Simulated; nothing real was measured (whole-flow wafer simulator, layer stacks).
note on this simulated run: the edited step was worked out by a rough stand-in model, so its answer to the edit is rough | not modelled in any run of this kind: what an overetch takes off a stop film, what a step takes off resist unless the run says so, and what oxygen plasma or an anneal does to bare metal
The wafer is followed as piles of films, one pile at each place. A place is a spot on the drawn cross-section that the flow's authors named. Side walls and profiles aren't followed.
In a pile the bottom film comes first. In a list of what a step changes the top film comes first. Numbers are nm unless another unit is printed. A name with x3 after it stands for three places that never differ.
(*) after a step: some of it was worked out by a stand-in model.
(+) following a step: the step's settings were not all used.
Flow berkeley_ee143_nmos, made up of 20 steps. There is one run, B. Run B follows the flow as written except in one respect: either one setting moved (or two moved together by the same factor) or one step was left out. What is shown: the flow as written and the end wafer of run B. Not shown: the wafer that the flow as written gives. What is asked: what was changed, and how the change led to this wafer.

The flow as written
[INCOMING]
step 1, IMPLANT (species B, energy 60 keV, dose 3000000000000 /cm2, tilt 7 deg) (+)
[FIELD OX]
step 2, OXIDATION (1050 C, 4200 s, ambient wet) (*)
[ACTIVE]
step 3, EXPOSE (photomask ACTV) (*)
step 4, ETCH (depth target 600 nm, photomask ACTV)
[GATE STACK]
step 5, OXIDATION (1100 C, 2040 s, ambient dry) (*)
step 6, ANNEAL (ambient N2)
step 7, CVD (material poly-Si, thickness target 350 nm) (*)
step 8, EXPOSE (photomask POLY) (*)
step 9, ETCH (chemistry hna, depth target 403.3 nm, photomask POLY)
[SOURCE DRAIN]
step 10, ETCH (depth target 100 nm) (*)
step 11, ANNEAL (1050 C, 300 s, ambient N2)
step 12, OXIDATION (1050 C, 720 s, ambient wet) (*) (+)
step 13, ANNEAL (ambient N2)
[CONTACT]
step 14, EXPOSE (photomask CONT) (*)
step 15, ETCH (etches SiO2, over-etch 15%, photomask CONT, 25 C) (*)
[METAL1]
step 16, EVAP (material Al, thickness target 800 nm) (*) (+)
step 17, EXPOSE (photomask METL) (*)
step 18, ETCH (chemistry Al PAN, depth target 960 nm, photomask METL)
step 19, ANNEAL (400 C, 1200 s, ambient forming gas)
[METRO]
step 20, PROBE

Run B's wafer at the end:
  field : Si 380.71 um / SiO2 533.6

What caused this: step 10, ETCH: depth target 115 nm was run, whereas the flow has depth target 100 nm.

How this came from the change, step by step:
  step 10, ETCH (depth target 100 nm) (*)
      field: SiO2 loses 115 (as written it would have been: SiO2 loses 100)
  step 12, OXIDATION (1050 C, 720 s, ambient wet) (*) (+)
      field: SiO2 gains 70.7, Si loses 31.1 (as written it would have been: SiO2 gains 69.1, Si loses 30.4)
